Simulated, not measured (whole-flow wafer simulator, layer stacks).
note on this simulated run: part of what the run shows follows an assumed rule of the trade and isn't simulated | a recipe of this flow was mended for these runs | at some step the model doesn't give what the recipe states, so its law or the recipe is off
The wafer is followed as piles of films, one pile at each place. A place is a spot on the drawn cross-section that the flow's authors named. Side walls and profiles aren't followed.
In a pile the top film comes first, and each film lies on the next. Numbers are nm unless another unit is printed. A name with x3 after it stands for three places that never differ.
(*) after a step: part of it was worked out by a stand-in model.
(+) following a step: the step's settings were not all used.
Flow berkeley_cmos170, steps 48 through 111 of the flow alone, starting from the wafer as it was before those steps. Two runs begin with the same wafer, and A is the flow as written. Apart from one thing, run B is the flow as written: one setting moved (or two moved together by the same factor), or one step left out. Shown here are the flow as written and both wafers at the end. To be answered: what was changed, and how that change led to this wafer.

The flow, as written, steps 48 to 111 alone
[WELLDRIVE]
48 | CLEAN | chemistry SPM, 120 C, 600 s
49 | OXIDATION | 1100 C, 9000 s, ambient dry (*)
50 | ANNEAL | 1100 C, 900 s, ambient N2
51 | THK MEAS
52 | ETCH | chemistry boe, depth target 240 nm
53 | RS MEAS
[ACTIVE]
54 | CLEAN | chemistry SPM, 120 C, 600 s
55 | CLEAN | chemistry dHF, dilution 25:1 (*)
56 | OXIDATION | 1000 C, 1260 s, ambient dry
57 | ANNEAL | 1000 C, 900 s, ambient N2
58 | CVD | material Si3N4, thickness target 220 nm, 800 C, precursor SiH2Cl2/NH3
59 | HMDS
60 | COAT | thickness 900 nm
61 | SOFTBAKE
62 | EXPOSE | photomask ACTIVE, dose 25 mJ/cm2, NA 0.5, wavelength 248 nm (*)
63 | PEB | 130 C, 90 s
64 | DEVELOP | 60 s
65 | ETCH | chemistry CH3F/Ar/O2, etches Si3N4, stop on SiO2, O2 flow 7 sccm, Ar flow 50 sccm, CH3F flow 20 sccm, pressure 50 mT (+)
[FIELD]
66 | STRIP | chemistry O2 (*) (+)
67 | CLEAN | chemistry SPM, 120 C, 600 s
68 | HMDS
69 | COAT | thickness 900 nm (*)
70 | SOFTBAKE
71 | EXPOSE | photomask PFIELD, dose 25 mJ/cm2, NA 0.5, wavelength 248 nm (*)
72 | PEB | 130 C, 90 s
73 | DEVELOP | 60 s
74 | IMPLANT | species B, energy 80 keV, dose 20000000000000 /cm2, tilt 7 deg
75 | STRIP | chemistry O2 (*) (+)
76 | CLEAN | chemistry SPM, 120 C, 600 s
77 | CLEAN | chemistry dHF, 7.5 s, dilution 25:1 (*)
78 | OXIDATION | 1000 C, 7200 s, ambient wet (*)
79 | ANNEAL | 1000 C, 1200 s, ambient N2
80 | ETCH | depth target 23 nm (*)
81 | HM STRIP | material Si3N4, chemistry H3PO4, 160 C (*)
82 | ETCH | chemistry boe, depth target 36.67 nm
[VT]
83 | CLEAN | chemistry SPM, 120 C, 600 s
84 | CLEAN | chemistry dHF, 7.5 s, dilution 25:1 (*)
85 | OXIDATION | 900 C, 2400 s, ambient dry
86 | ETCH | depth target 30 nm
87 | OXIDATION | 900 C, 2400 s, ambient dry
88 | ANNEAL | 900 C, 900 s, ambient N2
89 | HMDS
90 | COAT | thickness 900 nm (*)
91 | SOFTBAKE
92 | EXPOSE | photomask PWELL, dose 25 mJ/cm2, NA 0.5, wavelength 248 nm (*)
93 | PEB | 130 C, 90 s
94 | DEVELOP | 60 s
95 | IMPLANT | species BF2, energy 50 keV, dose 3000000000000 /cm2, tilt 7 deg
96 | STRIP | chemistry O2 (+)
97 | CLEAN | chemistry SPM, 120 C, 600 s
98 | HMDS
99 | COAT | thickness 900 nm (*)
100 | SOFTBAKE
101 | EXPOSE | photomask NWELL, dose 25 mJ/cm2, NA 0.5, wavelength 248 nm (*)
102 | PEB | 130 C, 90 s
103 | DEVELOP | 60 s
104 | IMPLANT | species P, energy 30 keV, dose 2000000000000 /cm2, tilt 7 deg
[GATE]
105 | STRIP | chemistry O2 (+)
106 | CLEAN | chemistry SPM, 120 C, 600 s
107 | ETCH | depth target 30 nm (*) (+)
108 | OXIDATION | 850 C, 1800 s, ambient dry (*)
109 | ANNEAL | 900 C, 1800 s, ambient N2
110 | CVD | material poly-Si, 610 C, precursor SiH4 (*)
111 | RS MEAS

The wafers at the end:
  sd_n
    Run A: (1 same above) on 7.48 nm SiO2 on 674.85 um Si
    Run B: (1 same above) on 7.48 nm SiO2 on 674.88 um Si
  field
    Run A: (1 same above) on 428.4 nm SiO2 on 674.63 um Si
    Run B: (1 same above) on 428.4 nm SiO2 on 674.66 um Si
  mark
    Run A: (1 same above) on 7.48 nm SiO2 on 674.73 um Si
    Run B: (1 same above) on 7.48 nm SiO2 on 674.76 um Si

Cause: step 49, OXIDATION: 4200 s was run, though the flow has 9000 s.

Step by step, how the change led to this:
  49 | OXIDATION | 1100 C, 9000 s, ambient dry (*)
      field, mark, sd_n and 10 more: A SiO2 gains 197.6 (new film), chemical SiO2 loses 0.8 (all of it), Si loses 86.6 | B SiO2 gains 123.8 (new film), chemical SiO2 loses 0.8 (all of it), Si loses 54.1
  52 | ETCH | chemistry boe, depth target 240 nm
      field, mark, sd_n and 10 more: A SiO2 loses 197.6 (all of it) | B SiO2 loses 123.8 (all of it)
